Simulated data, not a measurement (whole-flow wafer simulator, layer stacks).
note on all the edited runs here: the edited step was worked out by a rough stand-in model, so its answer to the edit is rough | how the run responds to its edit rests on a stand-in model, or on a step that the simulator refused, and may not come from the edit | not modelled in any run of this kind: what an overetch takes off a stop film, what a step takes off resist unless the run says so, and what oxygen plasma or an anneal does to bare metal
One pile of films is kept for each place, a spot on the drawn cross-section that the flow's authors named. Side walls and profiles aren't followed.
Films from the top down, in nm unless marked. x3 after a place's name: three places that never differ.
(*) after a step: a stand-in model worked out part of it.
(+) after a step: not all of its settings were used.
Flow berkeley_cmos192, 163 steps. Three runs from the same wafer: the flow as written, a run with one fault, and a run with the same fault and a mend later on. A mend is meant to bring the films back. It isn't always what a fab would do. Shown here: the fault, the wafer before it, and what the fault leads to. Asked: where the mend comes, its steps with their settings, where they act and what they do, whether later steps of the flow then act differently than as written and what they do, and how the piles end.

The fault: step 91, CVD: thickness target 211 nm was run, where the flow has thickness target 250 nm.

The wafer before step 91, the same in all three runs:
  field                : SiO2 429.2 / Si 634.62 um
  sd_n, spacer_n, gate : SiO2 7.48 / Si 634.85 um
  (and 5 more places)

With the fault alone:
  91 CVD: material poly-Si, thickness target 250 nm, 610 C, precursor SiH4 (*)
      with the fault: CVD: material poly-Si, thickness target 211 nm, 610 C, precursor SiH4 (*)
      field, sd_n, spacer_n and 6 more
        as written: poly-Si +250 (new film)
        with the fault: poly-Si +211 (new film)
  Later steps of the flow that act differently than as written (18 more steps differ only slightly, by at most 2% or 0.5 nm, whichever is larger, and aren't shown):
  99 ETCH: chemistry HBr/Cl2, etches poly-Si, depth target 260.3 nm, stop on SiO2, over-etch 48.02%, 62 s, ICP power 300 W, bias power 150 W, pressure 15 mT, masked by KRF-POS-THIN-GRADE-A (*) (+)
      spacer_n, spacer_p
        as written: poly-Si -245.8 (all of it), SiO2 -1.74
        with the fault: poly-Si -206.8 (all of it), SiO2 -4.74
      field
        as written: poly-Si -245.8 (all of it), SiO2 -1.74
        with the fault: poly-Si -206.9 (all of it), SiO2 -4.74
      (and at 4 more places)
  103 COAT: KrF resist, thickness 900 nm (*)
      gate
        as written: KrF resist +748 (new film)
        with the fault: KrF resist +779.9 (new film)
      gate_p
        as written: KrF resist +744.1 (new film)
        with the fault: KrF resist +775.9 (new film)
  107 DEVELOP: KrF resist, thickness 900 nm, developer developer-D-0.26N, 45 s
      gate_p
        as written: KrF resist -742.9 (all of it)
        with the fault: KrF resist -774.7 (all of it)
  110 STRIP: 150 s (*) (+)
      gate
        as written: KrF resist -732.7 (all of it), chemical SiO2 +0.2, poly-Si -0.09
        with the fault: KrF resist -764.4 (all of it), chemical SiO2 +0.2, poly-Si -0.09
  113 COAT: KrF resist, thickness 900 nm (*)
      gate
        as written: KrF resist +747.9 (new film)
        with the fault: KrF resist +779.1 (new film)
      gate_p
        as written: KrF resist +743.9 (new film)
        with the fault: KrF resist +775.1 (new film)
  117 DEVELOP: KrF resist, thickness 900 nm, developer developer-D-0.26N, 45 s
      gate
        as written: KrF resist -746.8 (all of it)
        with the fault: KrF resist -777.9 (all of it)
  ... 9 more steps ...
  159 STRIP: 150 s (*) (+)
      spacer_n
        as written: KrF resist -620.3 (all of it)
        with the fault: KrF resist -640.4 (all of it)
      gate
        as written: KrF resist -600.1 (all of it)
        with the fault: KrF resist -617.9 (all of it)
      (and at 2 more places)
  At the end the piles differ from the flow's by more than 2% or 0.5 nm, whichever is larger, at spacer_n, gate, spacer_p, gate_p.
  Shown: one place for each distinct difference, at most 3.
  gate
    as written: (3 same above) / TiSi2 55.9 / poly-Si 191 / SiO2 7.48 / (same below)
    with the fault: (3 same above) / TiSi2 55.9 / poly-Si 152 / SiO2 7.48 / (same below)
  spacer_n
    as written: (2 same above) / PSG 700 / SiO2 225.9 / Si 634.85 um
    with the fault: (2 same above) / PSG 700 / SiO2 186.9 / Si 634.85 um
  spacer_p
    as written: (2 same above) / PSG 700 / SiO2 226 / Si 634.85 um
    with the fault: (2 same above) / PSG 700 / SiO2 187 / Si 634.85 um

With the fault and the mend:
  The mend comes after step 91.
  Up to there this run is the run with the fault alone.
  91a CVD: material poly-Si, thickness target 39 nm, 610 C, precursor SiH4 (*) (the flow's step 91 once more, with other settings)
      field, sd_n, spacer_n and 6 more
        poly-Si +39
  No later step of the flow acts differently than as written at any place that is followed.
  At the end the piles are the same as the flow's at every place that both follow.
